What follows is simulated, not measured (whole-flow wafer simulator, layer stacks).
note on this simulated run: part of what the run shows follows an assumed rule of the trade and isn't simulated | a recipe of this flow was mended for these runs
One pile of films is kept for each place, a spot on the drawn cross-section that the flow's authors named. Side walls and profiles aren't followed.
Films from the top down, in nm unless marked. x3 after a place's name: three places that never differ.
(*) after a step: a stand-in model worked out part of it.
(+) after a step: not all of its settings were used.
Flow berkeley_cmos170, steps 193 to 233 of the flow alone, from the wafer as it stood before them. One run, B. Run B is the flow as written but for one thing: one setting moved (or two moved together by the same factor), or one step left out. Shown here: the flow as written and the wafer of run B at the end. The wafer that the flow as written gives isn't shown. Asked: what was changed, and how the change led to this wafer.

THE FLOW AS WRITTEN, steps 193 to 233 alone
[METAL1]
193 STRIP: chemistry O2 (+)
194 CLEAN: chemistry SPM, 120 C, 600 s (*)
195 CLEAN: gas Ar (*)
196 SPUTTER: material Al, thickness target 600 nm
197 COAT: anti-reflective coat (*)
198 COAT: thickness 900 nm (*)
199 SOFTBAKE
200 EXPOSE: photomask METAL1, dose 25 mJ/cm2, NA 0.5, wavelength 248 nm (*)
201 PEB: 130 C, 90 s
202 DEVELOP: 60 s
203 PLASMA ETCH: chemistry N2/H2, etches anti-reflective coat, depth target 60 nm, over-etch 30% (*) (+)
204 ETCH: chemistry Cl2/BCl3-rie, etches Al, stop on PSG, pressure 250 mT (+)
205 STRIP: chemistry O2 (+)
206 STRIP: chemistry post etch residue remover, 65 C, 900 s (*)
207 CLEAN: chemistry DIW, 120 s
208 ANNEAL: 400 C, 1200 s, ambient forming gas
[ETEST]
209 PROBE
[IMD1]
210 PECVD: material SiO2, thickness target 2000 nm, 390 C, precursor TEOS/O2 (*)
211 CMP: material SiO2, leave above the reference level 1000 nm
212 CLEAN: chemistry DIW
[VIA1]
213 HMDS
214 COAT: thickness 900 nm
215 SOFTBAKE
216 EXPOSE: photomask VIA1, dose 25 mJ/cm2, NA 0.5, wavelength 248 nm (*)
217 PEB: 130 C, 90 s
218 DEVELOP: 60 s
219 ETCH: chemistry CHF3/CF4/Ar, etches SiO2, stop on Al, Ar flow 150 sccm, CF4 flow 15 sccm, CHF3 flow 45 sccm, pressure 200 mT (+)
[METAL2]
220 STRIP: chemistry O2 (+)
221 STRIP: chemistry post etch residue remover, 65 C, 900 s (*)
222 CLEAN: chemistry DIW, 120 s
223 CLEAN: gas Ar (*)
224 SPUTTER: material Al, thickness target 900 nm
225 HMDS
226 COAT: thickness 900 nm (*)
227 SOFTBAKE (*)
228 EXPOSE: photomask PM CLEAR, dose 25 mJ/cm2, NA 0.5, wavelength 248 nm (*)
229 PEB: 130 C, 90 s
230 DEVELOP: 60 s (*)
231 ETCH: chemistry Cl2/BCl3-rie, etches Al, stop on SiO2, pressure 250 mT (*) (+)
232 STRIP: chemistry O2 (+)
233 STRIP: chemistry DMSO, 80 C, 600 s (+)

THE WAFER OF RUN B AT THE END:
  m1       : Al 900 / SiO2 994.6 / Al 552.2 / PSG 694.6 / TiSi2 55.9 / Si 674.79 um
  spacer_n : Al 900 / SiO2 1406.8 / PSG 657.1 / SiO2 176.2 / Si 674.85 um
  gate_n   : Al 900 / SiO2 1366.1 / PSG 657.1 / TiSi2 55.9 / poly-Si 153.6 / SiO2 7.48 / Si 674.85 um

The cause: step 196, SPUTTER: thickness target 555 nm was run, where the flow has thickness target 600 nm.

How the change led to this, step by step:
  196 SPUTTER: material Al, thickness target 600 nm
      field, mark, sd_n and 8 more: Al +555 (new film) (as written it would be: Al +600 (new film))
      sd_p: Al +530.9 (new film) (as written it would be: Al +575.5 (new film))
      (and at 1 more place)
  197 COAT: anti-reflective coat (*)
      sd_n: anti-reflective coat +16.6 (new film) (as written it would be: anti-reflective coat +17.9 (new film))
      contact: anti-reflective coat +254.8 (new film) (as written it would be: anti-reflective coat +261.1 (new film))
  203 PLASMA ETCH: chemistry N2/H2, etches anti-reflective coat, depth target 60 nm, over-etch 30% (*) (+)
      sd_n: anti-reflective coat -16.6 (all of it) (as written it would be: anti-reflective coat -17.9 (all of it))
  204 ETCH: chemistry Cl2/BCl3-rie, etches Al, stop on PSG, pressure 250 mT (+)
      field, mark, sd_n, spacer_n, gate_n, spacer_p, gate_p: Al -555 (all of it), PSG -37.5 (as written it would be: Al -600 (all of it), PSG -37.5)
      contact, m1, via1, m2, via2: KrF-resist -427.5 (as written it would be: KrF-resist -450)
      (and at 1 more place)
  205 STRIP: chemistry O2 (+)
      contact: KrF-resist -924 (all of it), anti-reflective coat -254.8 (all of it) (as written it would be: KrF-resist -910.9 (all of it), anti-reflective coat -261.1 (all of it))
      m1: KrF-resist -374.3 (all of it), anti-reflective coat -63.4 (all of it) (as written it would be: KrF-resist -352.3 (all of it), anti-reflective coat -63.4 (all of it))
      (and at 3 more places)
  211 CMP: material SiO2, leave above the reference level 1000 nm
      spacer_n, spacer_p: SiO2 -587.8 (as written it would be: SiO2 -542.8)
      gate_n, gate_p: SiO2 -628.6 (as written it would be: SiO2 -583.6)
      (and at 5 more places)
